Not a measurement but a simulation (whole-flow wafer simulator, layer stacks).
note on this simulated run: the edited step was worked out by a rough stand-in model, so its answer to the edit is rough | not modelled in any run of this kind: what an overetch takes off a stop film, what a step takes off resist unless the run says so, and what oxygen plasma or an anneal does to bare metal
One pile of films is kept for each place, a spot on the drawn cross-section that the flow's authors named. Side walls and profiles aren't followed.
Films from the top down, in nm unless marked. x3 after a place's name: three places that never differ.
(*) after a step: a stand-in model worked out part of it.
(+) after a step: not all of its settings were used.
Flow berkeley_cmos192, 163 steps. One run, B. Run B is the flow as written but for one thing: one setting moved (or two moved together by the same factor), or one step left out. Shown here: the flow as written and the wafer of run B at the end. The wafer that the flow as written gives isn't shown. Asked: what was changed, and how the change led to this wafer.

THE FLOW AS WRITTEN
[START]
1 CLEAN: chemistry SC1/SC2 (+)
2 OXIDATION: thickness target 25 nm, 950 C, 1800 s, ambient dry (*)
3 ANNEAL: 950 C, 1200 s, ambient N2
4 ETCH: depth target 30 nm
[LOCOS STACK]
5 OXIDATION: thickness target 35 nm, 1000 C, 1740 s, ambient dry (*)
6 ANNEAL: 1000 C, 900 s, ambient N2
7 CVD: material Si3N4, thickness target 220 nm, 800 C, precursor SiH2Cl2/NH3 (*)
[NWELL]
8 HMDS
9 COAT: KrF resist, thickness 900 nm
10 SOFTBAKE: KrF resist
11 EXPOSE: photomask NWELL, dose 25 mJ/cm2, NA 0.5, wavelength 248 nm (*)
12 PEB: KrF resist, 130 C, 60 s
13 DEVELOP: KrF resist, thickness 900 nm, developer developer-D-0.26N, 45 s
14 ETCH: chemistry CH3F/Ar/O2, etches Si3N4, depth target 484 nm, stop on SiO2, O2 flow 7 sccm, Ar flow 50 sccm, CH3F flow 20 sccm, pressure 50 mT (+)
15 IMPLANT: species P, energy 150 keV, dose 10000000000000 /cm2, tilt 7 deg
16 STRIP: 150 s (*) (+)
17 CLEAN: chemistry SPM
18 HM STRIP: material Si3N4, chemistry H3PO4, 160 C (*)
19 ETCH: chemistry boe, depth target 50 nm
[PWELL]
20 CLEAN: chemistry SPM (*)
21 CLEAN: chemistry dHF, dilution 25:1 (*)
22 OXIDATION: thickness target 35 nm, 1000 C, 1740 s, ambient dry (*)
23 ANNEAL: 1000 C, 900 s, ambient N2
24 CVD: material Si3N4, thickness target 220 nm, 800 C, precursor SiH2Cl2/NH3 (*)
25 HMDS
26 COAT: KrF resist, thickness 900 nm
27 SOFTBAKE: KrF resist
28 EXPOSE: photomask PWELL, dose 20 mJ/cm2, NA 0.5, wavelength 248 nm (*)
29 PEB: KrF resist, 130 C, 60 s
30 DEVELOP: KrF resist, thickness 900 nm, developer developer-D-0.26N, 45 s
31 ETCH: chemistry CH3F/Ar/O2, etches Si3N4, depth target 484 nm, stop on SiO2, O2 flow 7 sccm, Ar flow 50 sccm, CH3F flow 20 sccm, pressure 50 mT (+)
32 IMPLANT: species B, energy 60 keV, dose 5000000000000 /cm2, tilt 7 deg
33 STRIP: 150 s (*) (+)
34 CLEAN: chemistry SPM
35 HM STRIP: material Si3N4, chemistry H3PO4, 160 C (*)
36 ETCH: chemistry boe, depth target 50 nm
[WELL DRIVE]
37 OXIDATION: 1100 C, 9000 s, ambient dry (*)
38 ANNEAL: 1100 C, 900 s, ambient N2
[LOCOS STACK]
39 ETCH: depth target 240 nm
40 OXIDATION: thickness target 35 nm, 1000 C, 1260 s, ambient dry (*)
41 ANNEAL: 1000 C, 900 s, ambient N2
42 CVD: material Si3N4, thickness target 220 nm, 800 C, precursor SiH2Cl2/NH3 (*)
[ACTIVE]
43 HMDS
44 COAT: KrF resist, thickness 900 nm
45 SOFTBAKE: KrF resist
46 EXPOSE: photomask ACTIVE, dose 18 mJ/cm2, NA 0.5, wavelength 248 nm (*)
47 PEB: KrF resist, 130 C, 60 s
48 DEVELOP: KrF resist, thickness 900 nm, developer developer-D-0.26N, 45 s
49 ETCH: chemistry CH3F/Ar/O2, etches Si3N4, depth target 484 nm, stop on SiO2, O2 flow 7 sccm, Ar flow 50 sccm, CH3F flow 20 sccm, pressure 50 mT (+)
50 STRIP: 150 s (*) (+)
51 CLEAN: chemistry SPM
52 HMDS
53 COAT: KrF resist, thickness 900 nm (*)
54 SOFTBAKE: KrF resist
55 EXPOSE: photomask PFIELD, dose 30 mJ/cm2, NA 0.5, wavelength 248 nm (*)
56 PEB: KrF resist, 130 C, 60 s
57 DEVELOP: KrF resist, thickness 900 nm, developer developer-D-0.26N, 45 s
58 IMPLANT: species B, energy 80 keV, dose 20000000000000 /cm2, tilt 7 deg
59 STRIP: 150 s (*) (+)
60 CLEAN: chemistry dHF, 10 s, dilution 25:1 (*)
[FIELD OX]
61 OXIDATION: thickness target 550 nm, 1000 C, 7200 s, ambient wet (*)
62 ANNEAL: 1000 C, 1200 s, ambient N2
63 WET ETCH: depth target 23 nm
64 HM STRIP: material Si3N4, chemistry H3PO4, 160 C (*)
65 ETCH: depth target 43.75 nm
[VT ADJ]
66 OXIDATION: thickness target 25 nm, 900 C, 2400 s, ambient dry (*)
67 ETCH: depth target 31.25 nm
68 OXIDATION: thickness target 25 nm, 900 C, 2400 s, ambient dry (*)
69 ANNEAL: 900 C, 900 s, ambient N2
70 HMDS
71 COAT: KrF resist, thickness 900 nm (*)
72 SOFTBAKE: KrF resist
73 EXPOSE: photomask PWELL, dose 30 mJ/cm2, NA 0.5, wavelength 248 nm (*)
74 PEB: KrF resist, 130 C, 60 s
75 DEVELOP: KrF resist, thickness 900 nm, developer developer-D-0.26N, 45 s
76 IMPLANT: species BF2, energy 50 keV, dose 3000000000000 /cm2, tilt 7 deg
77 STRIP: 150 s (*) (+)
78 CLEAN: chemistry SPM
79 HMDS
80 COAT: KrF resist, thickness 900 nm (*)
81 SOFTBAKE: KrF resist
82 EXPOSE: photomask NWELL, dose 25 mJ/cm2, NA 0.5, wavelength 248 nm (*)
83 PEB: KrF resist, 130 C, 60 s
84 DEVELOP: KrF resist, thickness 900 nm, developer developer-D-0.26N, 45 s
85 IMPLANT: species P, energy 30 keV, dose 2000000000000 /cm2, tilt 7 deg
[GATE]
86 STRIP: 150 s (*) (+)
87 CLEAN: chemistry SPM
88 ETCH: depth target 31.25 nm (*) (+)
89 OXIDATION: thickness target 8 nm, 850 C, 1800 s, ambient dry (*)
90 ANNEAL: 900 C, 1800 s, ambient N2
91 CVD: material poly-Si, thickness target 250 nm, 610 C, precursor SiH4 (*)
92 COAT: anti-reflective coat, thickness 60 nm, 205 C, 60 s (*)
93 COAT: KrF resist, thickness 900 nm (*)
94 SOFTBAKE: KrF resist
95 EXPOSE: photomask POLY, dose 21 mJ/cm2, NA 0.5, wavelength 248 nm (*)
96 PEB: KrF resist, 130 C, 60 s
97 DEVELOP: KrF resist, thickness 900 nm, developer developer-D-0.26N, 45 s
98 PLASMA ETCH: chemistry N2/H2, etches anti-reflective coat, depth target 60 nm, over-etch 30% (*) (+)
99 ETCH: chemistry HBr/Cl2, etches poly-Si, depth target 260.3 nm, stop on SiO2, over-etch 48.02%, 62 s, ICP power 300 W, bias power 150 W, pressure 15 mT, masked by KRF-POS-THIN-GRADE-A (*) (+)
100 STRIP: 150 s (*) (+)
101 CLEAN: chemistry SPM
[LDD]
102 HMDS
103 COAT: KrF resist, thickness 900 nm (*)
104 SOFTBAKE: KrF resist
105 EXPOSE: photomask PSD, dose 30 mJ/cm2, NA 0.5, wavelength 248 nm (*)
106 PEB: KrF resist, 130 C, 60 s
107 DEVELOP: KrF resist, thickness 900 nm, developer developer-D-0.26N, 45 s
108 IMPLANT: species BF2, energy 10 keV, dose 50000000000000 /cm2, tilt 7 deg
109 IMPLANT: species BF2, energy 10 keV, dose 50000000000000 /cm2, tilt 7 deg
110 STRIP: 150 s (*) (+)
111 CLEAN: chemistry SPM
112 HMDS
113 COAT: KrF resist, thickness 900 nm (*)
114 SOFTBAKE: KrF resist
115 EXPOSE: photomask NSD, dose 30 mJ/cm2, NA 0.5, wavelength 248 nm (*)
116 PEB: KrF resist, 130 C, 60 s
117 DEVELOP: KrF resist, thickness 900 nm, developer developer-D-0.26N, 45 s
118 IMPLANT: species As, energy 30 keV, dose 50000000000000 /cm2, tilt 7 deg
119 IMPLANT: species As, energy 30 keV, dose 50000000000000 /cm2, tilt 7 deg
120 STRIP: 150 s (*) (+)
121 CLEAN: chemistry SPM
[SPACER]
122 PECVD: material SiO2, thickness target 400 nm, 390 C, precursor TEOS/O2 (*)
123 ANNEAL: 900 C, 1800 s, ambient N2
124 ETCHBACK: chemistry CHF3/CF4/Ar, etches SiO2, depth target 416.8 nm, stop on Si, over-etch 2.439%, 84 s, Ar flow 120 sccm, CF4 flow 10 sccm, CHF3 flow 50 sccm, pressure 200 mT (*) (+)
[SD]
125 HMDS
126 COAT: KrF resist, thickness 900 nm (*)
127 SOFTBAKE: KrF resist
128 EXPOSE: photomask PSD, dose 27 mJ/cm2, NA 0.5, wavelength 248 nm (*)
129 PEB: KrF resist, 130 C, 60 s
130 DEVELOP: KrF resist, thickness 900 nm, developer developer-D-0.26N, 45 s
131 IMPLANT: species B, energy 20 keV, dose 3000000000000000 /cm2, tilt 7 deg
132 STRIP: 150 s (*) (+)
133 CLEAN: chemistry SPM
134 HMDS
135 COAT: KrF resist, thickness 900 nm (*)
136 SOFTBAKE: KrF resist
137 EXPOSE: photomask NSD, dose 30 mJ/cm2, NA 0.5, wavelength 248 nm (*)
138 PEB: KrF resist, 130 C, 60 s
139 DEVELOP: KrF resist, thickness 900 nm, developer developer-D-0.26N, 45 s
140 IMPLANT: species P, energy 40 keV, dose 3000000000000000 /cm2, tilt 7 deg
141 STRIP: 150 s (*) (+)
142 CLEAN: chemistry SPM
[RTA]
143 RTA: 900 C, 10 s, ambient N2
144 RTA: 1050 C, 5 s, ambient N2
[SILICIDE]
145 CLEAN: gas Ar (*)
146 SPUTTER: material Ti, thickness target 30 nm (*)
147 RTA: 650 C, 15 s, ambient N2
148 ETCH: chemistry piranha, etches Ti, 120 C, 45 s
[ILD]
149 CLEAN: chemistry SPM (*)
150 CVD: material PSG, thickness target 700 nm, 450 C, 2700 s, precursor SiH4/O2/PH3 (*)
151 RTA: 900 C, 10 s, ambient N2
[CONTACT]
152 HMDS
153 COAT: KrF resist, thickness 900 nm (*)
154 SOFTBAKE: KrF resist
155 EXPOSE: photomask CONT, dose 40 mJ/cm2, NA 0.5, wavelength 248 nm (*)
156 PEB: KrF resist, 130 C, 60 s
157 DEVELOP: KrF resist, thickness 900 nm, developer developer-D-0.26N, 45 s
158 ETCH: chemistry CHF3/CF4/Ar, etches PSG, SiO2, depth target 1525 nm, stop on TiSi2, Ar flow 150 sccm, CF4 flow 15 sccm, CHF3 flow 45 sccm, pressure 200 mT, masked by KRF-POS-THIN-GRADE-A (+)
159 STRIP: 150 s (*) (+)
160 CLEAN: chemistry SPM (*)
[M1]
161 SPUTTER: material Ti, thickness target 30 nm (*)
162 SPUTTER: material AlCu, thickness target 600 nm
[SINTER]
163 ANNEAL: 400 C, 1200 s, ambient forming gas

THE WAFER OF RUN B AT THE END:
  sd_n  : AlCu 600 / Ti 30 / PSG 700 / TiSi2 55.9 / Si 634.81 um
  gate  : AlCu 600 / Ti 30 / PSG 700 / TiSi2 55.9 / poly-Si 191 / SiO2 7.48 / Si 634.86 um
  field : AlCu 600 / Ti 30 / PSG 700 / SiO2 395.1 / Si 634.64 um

The cause: step 37, OXIDATION: 7200 s was run, where the flow has 9000 s.

How the change led to this, step by step:
  37 OXIDATION: 1100 C, 9000 s, ambient dry (*)
      field, sd_n, spacer_n and 6 more: SiO2 +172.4 (new film), Si -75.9 (as written it would be: SiO2 +197.6 (new film), Si -86.9)
  39 ETCH: depth target 240 nm
      field, sd_n, spacer_n and 6 more: SiO2 -172.4 (all of it) (as written it would be: SiO2 -197.6 (all of it))
